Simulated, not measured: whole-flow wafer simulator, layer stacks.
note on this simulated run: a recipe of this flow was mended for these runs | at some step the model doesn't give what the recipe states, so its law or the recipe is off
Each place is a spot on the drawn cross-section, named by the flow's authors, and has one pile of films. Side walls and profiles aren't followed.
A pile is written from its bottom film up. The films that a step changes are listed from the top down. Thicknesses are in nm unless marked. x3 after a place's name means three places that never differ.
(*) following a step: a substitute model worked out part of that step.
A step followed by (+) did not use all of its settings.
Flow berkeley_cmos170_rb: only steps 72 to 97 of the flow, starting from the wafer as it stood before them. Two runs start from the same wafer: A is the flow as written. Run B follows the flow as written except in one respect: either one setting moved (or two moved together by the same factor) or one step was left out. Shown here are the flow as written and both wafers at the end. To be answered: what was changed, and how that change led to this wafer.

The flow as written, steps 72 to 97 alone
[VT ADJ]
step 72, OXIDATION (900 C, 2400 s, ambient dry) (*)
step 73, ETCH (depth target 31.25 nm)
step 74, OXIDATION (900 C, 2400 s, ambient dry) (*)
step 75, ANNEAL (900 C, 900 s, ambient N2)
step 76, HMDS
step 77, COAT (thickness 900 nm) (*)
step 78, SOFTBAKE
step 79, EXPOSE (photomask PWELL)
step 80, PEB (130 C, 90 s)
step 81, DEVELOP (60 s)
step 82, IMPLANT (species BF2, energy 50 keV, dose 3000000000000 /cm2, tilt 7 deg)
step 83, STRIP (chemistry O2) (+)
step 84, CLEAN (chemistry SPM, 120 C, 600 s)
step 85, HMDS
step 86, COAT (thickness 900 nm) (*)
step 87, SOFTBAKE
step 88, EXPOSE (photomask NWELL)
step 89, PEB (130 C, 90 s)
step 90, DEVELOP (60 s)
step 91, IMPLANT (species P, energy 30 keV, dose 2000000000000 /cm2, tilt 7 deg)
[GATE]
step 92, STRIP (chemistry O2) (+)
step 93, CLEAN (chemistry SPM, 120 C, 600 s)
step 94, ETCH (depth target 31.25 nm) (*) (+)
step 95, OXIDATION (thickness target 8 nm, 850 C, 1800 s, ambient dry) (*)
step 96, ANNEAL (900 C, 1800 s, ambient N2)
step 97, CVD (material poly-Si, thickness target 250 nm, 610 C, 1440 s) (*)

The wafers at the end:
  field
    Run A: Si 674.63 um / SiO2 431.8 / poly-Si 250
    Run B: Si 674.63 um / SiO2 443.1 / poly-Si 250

What caused this: step 73, ETCH: depth target 20 nm was run, though the flow has depth target 31.25 nm.

How this came from the change, step by step:
  step 73, ETCH (depth target 31.25 nm)
      field: A -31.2 SiO2 | B -20 SiO2
